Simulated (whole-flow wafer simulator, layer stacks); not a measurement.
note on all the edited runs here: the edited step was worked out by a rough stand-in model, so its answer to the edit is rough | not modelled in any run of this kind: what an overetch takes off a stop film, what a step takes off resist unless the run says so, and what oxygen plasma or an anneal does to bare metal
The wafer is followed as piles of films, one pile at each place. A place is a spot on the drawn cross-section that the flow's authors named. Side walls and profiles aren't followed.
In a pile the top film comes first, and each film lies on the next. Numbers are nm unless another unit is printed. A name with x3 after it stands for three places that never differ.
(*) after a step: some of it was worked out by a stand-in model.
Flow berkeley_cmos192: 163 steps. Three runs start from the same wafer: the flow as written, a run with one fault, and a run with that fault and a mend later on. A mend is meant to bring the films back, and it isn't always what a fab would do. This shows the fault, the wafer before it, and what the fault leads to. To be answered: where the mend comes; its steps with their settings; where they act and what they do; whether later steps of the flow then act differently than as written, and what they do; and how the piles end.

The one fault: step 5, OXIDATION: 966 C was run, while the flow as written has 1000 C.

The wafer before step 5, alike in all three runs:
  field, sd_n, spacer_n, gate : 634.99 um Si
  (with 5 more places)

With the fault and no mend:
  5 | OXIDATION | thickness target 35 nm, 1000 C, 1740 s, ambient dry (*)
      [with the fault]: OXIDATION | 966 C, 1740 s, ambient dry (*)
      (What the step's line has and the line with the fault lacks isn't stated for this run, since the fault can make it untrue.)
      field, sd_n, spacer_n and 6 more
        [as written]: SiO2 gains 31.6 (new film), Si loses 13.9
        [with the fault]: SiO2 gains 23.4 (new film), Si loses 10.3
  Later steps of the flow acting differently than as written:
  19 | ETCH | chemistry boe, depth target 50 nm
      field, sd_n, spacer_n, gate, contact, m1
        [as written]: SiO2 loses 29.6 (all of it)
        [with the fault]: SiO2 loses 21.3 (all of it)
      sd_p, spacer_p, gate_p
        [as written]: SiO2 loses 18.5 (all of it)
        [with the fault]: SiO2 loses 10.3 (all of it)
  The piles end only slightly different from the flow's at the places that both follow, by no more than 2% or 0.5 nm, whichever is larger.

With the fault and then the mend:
  The mend stands after step 6.
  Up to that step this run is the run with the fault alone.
  6a | OXIDATION | 1000 C, 653 s, ambient dry (*) (the flow's step 5 again, with other settings)
      field, sd_n, spacer_n and 6 more
        SiO2 gains 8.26, Si loses 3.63
  Every later step of the flow that is run acts as written, at every place that is followed, to within 2% or 0.5 nm, whichever is larger.
  By the end, the piles equal the flow's at every place that both follow.
